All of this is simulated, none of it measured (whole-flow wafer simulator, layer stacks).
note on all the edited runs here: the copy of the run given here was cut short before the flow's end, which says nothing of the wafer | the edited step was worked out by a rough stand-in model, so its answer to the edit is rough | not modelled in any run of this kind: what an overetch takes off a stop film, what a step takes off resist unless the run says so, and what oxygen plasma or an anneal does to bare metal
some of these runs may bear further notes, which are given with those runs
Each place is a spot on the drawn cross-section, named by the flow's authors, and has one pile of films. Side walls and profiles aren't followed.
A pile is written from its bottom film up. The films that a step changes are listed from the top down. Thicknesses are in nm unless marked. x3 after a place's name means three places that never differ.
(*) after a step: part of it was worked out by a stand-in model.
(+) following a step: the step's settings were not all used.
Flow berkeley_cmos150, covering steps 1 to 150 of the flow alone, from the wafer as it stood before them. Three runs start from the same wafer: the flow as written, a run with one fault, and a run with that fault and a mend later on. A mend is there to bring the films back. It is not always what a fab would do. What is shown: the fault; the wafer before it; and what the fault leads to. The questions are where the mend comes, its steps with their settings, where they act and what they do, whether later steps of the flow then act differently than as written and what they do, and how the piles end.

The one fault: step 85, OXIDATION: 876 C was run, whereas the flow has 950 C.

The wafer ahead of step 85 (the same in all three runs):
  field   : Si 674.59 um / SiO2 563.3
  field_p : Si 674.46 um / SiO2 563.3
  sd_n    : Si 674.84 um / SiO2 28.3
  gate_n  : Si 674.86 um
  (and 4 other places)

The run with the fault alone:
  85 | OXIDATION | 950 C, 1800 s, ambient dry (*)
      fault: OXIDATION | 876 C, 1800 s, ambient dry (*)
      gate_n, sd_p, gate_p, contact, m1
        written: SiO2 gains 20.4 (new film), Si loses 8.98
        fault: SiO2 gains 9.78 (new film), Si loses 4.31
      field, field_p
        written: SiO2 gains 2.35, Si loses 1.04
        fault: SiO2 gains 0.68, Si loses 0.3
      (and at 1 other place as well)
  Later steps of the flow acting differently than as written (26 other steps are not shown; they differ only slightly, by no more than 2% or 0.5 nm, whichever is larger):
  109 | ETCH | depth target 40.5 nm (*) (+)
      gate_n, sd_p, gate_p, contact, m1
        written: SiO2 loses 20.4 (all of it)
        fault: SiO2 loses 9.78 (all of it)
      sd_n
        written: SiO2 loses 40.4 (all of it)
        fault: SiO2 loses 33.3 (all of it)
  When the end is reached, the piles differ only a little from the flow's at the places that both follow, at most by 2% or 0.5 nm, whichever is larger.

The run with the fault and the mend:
  The mend follows step 87.
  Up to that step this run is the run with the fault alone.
  87a | OXIDATION | 950 C, 1152 s, ambient dry (*) (a further turn of the flow's step 85, with different settings)
      gate_n, sd_p, gate_p, contact, m1
        SiO2 gains 10.7, Si loses 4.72
      field, field_p
        SiO2 gains 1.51, Si loses 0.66
      sd_n
        SiO2 gains 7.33, Si loses 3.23
  None of the later steps of the flow differs from how it acts as written, at any place that is followed, by more than 2% or 0.5 nm, whichever is larger.
  When the end is reached, the piles differ only a little from the flow's at the places that both follow, at most by 2% or 0.5 nm, whichever is larger.
